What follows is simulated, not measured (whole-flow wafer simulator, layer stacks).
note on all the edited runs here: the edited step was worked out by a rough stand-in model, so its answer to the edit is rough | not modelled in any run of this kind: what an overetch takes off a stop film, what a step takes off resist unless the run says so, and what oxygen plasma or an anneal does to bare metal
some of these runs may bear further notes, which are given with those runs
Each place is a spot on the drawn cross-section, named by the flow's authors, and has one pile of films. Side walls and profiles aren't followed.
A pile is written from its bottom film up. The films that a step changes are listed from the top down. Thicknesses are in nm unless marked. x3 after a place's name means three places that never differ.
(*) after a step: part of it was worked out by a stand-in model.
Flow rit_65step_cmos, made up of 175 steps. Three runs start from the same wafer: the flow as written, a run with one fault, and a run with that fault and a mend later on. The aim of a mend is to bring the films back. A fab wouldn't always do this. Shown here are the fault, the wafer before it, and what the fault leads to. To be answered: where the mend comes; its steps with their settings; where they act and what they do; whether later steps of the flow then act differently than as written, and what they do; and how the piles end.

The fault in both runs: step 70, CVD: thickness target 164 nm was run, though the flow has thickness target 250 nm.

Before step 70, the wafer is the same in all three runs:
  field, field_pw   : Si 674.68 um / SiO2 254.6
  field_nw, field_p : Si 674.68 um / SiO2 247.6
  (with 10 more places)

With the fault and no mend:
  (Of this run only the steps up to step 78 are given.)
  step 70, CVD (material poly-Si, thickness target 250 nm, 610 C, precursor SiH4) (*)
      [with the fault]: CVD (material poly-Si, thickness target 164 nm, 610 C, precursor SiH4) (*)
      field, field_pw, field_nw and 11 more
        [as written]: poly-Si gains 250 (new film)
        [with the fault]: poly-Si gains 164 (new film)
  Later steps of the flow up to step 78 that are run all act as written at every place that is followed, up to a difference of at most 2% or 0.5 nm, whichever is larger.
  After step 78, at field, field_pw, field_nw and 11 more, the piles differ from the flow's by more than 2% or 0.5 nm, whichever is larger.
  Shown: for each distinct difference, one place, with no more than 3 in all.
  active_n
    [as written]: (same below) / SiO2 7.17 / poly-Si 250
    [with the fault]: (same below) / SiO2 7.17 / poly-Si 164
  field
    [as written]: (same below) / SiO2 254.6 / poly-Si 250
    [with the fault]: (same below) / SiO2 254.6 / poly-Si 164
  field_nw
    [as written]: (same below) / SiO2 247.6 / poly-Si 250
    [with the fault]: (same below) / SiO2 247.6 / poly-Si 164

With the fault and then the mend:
  The mend follows step 71.
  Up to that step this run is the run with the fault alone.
  step 71a, ETCH (chemistry tmah, depth target 188.6 nm)
      field, field_pw, field_nw and 11 more
        poly-Si loses 164 (all of it)
  step 71b, CLEAN (chemistry SC2, 75 C, 600 s) (the flow's step 66, run once more)
      does not change any film at any place that is followed
  step 71c, CVD (material poly-Si, thickness target 250 nm, 610 C, precursor SiH4) (*) (the flow's step 70, run once more)
      field, field_pw, field_nw and 11 more
        poly-Si gains 250 (new film)
  Later steps of the flow that are run all act as written at every place that is followed.
  The piles end the same as the flow's at every place that both follow.
